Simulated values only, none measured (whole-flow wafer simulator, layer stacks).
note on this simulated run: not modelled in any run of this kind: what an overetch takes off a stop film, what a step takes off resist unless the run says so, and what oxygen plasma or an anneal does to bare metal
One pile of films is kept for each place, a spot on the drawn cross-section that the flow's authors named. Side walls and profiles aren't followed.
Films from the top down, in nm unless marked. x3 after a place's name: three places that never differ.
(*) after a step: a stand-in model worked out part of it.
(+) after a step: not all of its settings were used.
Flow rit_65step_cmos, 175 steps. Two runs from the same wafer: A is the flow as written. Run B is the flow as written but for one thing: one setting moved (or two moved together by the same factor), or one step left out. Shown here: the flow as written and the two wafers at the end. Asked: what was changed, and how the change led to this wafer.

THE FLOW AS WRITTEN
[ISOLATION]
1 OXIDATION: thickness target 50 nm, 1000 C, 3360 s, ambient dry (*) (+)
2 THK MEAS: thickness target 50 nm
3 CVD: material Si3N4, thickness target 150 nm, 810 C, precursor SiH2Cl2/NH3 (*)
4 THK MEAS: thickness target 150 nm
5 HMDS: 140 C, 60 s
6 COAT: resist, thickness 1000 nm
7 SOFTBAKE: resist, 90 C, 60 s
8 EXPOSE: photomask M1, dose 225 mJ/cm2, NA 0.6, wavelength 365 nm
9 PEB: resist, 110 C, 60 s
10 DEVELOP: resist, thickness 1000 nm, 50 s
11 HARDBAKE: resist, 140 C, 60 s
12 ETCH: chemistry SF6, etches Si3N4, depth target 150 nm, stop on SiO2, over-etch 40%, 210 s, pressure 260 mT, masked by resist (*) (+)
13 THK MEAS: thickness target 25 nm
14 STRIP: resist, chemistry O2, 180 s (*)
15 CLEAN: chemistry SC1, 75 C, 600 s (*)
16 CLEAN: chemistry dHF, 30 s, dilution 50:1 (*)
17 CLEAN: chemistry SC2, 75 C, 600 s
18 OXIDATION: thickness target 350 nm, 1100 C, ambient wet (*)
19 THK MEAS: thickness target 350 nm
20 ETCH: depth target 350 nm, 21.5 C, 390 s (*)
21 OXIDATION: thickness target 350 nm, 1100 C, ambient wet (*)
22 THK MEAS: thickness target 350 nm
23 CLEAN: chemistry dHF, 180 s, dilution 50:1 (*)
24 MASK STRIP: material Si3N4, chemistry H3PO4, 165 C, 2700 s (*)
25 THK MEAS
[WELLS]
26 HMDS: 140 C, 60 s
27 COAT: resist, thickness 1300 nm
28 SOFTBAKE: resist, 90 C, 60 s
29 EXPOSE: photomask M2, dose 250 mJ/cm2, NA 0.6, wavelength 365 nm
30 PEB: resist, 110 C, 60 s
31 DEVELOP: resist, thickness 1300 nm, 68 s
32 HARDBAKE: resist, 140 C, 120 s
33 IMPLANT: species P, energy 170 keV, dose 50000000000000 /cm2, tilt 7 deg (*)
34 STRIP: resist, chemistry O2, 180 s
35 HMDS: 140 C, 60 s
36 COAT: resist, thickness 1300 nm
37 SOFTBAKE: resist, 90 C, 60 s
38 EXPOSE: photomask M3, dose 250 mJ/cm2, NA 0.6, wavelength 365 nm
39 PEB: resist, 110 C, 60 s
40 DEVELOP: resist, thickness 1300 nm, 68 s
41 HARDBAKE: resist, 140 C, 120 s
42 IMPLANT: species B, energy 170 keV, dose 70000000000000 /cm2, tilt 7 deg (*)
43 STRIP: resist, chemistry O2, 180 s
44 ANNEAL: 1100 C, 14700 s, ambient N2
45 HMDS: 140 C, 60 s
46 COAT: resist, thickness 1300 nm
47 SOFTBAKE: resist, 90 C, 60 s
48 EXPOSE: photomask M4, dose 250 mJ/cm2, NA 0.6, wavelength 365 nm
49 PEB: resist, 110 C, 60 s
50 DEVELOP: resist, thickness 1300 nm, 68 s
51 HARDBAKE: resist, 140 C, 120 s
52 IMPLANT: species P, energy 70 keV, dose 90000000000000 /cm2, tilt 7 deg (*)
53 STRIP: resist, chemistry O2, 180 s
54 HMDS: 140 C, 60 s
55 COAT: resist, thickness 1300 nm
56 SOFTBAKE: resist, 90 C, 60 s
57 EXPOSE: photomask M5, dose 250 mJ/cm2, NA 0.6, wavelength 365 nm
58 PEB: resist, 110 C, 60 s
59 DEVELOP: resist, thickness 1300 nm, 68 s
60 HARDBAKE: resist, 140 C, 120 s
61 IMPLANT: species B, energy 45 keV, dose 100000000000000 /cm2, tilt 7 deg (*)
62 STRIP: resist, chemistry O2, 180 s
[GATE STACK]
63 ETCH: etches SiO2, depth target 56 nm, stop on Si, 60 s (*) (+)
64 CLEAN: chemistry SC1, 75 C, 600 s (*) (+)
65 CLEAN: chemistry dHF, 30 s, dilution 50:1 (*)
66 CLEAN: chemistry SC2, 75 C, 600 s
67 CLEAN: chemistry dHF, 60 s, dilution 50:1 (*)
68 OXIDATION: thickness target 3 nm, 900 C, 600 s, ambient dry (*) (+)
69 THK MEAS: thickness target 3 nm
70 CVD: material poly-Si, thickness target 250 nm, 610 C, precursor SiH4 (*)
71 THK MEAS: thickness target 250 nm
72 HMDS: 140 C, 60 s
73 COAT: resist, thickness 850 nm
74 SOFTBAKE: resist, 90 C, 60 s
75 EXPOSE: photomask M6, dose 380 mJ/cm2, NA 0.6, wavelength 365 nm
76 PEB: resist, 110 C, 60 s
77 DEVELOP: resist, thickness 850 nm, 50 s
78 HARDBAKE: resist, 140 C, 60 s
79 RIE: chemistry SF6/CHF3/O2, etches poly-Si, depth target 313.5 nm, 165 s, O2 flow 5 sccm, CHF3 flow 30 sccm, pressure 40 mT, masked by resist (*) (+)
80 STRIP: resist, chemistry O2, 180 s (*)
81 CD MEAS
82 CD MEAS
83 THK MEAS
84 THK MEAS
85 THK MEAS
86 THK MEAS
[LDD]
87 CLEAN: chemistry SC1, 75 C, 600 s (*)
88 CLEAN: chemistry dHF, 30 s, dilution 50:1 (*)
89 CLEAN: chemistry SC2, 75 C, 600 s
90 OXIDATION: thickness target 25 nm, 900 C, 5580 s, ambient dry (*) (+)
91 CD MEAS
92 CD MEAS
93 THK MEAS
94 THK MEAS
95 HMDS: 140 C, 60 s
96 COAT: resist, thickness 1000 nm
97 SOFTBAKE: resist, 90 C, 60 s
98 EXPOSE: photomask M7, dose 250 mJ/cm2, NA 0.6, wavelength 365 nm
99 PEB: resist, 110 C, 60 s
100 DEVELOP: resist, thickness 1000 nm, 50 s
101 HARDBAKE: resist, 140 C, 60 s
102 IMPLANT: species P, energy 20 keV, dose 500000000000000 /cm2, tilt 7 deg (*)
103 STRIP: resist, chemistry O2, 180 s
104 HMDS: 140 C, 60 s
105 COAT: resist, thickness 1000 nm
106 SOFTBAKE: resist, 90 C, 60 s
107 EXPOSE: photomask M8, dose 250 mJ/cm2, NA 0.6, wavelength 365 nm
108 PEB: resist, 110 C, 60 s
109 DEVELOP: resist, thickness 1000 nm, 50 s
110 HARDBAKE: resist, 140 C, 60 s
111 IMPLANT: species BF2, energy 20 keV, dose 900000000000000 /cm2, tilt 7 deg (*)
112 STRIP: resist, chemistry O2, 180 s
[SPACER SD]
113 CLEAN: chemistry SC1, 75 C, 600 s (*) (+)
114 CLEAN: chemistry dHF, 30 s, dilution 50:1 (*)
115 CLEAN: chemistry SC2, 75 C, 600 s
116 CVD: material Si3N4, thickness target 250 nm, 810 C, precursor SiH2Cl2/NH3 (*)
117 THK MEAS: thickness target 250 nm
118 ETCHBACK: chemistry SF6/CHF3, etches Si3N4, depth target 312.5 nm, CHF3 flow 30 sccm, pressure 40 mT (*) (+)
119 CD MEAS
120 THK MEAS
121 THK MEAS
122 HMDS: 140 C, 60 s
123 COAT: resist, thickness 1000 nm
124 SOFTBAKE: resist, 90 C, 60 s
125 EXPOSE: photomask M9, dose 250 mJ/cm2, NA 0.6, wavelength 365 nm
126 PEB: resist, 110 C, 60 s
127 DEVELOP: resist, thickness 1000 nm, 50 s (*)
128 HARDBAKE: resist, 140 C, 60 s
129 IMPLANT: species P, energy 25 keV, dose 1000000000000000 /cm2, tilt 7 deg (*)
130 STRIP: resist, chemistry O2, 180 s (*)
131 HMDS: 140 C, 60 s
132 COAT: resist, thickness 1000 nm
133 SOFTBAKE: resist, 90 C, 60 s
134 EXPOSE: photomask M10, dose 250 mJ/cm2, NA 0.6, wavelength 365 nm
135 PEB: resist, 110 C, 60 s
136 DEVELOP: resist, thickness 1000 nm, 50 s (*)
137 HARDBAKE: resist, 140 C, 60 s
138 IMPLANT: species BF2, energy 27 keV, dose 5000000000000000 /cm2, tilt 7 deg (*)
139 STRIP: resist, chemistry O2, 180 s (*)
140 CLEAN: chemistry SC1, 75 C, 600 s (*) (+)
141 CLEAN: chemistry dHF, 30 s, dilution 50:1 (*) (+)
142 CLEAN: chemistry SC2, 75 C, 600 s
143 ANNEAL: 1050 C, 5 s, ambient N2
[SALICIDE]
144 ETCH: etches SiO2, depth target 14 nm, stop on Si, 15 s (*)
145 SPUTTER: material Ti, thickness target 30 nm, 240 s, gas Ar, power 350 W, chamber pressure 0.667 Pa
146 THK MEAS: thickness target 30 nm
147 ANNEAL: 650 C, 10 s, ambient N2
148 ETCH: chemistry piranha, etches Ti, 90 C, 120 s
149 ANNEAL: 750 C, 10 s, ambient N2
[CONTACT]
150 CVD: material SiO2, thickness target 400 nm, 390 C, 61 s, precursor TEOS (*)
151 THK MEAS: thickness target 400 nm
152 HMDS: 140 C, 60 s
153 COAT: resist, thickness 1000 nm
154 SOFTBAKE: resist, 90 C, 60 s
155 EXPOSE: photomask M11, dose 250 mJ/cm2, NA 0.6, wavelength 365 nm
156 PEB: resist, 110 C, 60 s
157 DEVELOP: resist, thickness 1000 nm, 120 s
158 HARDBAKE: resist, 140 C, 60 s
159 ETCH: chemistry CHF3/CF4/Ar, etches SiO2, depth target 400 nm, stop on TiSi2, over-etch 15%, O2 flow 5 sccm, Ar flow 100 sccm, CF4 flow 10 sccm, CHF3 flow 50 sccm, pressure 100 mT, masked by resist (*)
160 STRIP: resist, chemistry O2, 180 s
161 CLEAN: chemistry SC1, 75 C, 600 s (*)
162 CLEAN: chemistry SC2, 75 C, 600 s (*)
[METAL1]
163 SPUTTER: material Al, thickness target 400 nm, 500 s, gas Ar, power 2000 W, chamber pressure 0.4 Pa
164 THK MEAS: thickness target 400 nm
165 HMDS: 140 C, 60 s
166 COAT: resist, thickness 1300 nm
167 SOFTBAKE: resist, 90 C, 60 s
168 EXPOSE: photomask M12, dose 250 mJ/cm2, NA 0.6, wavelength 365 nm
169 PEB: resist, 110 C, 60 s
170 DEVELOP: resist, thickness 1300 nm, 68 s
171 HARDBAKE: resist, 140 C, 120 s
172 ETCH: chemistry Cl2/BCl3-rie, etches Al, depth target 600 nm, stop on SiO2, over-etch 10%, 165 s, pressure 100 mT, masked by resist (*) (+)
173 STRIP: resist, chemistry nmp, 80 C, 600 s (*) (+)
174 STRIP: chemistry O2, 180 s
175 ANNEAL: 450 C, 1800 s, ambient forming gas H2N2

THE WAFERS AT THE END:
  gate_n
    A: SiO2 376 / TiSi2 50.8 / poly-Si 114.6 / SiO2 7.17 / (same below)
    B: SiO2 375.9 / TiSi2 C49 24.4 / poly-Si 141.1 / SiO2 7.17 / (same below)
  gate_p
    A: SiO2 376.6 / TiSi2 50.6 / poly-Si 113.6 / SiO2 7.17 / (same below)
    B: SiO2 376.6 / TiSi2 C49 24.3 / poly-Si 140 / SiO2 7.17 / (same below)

The cause: step 145, SPUTTER: 108 s was run, where the flow has 240 s.

How the change led to this, step by step:
  145 SPUTTER: material Ti, thickness target 30 nm, 240 s, gas Ar, power 350 W, chamber pressure 0.667 Pa
      field, field_pw, field_nw, field_p, spacer, spacer_p: A Ti +30 (new film) | B Ti +13.5 (new film)
      gate_n: A Ti +27.3 (new film) | B Ti +12.3 (new film)
      (and at 1 more place)
  147 ANNEAL: 650 C, 10 s, ambient N2
      gate_n: A Ti -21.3, TiSi first +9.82 (new film), TiSi2 C49 +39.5 (new film), poly-Si -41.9 | B Ti -9.62, TiSi2 C49 +24.5 (new film), poly-Si -21.9
      gate_p: A Ti -21.2, TiSi first +9.56 (new film), TiSi2 C49 +39.6 (new film), poly-Si -41.9 | B Ti -9.59, TiSi2 C49 +24.4 (new film), poly-Si -21.8
  148 ETCH: chemistry piranha, etches Ti, 90 C, 120 s
      gate_n: A Ti -6 (all of it), TiSi first -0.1 | B Ti -2.71 (all of it), TiSi2 C49 -0.11
      gate_p: A Ti -5.97 (all of it), TiSi first -0.1 | B Ti -2.7 (all of it), TiSi2 C49 -0.11
      (and at 6 more places)
  149 ANNEAL: 750 C, 10 s, ambient N2
      gate_n: A TiSi2 +50.8 (new film), TiSi first -9.72 (all of it), TiSi2 C49 -39.5 (all of it), poly-Si -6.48 | B nothing
      gate_p: A TiSi2 +50.6 (new film), TiSi first -9.46 (all of it), TiSi2 C49 -39.6 (all of it), poly-Si -6.31 | B nothing
